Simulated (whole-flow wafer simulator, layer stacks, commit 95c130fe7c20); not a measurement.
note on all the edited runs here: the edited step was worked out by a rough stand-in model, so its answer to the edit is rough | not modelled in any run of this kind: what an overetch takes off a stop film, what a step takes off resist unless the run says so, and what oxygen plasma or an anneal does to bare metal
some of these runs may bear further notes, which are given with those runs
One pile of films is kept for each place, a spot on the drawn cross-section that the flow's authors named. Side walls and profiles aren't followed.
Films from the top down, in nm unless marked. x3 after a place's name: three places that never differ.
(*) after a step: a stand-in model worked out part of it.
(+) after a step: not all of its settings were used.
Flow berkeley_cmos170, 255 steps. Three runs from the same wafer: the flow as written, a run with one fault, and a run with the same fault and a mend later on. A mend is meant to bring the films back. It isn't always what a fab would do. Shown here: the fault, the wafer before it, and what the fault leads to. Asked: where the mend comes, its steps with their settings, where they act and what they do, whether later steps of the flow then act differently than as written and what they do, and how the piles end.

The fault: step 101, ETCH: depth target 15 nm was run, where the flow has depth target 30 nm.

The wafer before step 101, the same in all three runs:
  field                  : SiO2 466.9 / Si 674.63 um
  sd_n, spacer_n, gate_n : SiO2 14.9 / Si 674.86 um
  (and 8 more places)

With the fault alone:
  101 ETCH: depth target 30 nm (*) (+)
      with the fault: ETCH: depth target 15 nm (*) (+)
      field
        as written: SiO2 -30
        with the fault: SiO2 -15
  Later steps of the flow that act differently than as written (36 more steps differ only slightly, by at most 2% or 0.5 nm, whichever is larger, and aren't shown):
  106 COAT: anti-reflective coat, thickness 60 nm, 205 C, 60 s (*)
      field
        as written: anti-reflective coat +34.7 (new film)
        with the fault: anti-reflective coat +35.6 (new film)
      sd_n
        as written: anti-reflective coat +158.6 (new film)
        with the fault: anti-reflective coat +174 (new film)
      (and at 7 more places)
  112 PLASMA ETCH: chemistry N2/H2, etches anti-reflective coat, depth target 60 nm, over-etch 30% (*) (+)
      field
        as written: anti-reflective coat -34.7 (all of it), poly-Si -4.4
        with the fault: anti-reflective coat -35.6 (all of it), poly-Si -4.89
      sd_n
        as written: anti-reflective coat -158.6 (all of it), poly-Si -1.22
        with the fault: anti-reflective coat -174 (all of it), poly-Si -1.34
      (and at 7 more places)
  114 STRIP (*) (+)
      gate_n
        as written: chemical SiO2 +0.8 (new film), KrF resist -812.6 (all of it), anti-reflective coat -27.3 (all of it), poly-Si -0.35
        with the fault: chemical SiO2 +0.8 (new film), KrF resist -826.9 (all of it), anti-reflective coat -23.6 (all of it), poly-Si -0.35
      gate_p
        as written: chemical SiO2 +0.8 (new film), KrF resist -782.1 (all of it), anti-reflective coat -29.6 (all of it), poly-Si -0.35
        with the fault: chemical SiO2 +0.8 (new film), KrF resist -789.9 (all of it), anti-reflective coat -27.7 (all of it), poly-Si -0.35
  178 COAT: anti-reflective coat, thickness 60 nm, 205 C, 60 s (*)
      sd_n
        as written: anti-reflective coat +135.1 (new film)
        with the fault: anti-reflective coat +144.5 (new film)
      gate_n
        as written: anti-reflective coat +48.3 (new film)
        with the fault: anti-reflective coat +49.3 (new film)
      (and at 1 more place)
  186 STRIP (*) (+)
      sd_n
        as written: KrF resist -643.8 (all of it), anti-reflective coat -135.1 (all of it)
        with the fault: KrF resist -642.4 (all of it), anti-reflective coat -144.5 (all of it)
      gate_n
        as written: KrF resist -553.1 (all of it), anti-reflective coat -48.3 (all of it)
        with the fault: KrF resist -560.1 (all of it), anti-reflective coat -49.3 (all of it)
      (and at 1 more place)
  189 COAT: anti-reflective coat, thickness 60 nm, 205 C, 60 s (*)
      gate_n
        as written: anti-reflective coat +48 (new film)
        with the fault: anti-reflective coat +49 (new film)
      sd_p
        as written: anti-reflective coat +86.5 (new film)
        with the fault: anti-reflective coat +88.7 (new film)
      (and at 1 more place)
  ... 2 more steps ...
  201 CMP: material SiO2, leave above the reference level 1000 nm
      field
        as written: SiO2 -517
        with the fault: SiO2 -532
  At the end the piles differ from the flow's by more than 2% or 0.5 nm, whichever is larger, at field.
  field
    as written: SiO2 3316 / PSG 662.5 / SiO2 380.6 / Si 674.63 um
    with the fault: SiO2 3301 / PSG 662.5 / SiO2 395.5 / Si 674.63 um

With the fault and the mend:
  The mend comes after step 101.
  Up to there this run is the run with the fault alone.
  101a ETCH: depth target 15 nm (*) (+) (the flow's step 101 once more, with other settings)
      field
        SiO2 -15
  No later step of the flow acts differently than as written at any place that is followed.
  At the end the piles are the same as the flow's at every place that both follow.
